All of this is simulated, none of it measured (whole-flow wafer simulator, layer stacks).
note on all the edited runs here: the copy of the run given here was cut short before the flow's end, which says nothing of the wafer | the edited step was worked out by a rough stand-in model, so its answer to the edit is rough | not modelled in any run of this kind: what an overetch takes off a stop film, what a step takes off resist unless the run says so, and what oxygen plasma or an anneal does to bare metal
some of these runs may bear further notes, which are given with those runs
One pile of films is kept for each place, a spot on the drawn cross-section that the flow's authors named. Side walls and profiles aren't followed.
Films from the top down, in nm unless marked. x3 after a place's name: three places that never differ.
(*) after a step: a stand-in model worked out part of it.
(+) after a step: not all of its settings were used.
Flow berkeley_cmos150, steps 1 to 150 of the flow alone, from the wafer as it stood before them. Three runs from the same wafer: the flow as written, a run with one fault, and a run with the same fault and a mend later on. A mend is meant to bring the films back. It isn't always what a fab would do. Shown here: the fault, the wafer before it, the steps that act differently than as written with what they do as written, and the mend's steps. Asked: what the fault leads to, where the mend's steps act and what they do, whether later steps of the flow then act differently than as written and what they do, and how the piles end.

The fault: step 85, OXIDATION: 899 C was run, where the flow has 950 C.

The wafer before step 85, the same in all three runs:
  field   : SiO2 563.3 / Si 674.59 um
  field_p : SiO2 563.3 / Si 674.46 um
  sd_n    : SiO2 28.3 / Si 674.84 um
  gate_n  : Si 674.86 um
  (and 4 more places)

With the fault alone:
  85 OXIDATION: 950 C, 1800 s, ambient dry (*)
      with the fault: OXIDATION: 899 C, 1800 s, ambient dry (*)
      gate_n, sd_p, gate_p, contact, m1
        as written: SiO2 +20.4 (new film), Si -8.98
        with the fault: SiO2 +12.3 (new film), Si -5.43
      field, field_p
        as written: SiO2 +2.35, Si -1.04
        with the fault: SiO2 +1.05, Si -0.46
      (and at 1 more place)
  Later steps of the flow that act differently than as written (24 more steps differ only slightly, by at most 2% or 0.5 nm, whichever is larger, and aren't shown):
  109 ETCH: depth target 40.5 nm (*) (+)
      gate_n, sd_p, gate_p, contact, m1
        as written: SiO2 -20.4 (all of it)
        with the fault: SiO2 -12.3 (all of it)
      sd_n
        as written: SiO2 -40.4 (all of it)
        with the fault: SiO2 -34.6 (all of it)
  At the end the piles differ from the flow's only slightly at the places that both follow, by at most 2% or 0.5 nm, whichever is larger.

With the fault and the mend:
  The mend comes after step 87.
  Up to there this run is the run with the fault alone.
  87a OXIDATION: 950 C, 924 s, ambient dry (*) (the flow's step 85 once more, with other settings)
      gate_n, sd_p, gate_p, contact, m1
        SiO2 +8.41, Si -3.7
      field, field_p
        SiO2 +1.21, Si -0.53
      sd_n
        SiO2 +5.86, Si -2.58
  No later step of the flow acts differently than as written, at any place that is followed, by more than 2% or 0.5 nm, whichever is larger.
  At the end the piles differ from the flow's only slightly at the places that both follow, by at most 2% or 0.5 nm, whichever is larger.
